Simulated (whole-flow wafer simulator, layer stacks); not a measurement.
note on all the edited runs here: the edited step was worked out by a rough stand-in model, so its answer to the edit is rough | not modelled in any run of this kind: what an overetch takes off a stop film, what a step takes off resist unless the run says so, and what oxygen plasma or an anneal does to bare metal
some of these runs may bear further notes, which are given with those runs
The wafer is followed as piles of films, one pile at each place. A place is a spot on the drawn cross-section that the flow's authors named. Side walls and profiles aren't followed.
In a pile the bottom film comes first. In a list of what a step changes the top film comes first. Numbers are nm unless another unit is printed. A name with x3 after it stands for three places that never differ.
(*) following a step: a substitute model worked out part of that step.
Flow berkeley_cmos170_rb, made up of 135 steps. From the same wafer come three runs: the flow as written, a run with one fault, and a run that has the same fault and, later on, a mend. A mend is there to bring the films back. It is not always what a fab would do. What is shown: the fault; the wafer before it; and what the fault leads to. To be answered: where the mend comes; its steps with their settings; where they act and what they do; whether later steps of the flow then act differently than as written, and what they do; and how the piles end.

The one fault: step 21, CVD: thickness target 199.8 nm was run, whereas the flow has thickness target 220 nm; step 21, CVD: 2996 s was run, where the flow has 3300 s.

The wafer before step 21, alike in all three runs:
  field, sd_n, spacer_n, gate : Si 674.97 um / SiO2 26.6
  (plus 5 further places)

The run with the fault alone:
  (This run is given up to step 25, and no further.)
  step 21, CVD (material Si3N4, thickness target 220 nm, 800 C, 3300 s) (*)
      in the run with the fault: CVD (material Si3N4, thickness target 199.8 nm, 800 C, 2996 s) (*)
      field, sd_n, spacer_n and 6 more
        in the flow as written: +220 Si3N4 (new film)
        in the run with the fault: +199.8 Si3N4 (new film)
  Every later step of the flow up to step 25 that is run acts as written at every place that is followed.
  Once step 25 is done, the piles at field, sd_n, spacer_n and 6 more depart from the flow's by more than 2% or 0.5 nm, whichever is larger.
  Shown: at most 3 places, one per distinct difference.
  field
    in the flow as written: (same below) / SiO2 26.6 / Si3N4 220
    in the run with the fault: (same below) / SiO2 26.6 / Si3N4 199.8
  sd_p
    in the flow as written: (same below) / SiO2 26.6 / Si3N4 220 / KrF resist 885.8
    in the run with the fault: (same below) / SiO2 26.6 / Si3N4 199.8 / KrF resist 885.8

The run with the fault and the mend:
  The mend follows step 21.
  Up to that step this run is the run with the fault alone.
  step 21a, CVD (material Si3N4, thickness target 20.24 nm, 800 C, 304 s) (*) (a further turn of the flow's step 21, with different settings)
      field, sd_n, spacer_n and 6 more
        +20.2 Si3N4
  Every later step of the flow that is run acts as written, at every place that is followed, to within 2% or 0.5 nm, whichever is larger.
  The piles end the same as the flow's at every place that both follow.
